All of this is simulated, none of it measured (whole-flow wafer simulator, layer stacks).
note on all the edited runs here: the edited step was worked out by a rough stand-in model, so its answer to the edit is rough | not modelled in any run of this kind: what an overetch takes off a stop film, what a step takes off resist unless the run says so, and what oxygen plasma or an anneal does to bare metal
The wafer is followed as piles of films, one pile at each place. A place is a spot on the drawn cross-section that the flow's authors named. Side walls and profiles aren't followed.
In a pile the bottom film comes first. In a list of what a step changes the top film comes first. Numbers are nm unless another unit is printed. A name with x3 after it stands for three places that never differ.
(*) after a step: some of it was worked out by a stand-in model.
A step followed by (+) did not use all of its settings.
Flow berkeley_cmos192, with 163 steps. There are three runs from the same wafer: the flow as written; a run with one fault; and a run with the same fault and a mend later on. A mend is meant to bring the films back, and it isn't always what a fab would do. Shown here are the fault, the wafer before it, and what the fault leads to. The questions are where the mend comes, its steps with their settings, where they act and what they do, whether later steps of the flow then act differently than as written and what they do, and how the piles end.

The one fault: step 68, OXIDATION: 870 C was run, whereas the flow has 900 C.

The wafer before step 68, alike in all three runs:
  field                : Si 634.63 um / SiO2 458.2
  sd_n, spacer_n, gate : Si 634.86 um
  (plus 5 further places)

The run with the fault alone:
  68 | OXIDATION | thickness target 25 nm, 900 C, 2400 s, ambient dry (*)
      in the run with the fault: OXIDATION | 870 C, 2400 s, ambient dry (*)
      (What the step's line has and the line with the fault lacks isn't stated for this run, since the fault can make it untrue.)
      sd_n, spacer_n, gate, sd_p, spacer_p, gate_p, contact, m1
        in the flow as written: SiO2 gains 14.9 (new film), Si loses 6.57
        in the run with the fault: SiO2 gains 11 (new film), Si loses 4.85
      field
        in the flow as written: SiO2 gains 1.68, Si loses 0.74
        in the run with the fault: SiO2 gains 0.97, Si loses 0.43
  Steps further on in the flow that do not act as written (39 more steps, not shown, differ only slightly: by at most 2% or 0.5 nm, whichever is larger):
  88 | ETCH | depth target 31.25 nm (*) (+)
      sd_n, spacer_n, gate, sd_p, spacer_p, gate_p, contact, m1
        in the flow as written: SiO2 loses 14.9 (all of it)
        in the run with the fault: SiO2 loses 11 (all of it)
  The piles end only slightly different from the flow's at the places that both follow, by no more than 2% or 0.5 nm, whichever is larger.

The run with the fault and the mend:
  The mend follows step 75.
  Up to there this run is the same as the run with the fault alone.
  75a | STRIP | 150 s (*) (+)
      sd_p
        KrF resist loses 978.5 (all of it)
      spacer_p
        KrF resist loses 959.9 (all of it)
      gate_p
        KrF resist loses 959 (all of it)
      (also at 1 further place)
  75b | CLEAN | chemistry SPM
      leaves every film unchanged at each place that is followed
  75c | OXIDATION | 900 C, 883 s, ambient dry (*) (a further turn of the flow's step 68, with different settings)
      sd_n, spacer_n, gate, sd_p, spacer_p, gate_p, contact, m1
        SiO2 gains 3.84, Si loses 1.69
      field
        SiO2 gains 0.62, Si loses 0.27
  75d | HMDS (a further turn of the flow's step 70)
      leaves every film unchanged at each place that is followed
  75e | COAT | KrF resist, thickness 900 nm (*) (a further turn of the flow's step 71)
      spacer_n, gate
        KrF resist gains 978.6 (new film)
      field
        KrF resist gains 842.4 (new film)
      sd_n
        KrF resist gains 1013.2 (new film)
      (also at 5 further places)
  75f | SOFTBAKE | KrF resist (a further turn of the flow's step 72)
      leaves every film unchanged at each place that is followed
  75g | EXPOSE | photomask PWELL, dose 30 mJ/cm2, NA 0.5, wavelength 248 nm (*) (a further turn of the flow's step 73)
      leaves every film unchanged at each place that is followed
  75h | PEB | KrF resist, 130 C, 60 s (a further turn of the flow's step 74)
      sd_n, m1
        KrF resist loses 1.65
      spacer_n, gate
        KrF resist loses 1.58
      spacer_p, gate_p
        KrF resist loses 1.57
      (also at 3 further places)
  75i | DEVELOP | KrF resist, thickness 900 nm, developer developer-D-0.26N, 45 s (a further turn of the flow's step 75)
      sd_p, spacer_p, gate_p, m1
        KrF resist loses 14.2
      field
        KrF resist loses 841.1 (all of it)
      sd_n
        KrF resist loses 1011.6 (all of it)
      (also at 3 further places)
  Every later step of the flow that is run acts as written, at every place that is followed, to within 2% or 0.5 nm, whichever is larger.
  The piles end only slightly different from the flow's at the places that both follow, by no more than 2% or 0.5 nm, whichever is larger.
